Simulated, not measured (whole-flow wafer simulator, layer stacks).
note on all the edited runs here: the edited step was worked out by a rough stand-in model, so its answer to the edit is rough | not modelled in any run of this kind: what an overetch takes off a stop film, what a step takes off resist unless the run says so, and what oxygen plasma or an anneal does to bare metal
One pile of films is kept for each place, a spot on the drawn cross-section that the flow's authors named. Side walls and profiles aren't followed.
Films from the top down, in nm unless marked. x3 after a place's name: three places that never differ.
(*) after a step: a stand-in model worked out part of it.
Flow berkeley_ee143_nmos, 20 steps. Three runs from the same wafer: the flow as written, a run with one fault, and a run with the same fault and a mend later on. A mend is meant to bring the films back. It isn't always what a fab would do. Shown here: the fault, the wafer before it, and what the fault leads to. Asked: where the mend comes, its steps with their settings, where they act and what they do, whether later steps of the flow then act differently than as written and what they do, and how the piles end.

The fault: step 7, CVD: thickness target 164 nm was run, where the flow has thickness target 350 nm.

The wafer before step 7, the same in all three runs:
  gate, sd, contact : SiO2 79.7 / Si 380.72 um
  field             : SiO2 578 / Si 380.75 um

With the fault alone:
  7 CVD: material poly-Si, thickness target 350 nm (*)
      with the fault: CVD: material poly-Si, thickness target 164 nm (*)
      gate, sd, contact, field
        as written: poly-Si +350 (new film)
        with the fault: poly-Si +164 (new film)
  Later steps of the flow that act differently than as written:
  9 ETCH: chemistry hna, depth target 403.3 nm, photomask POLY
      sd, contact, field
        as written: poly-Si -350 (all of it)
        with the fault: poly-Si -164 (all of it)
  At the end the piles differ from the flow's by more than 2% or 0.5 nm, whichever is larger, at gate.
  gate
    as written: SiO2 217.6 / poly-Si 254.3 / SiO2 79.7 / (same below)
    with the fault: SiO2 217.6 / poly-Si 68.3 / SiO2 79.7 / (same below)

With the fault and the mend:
  The mend comes after step 7.
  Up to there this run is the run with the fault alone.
  7a CVD: material poly-Si, thickness target 186 nm (*) (the flow's step 7 once more, with other settings)
      gate, sd, contact, field
        poly-Si +186
  No later step of the flow acts differently than as written at any place that is followed.
  At the end the piles are the same as the flow's at every place that both follow.
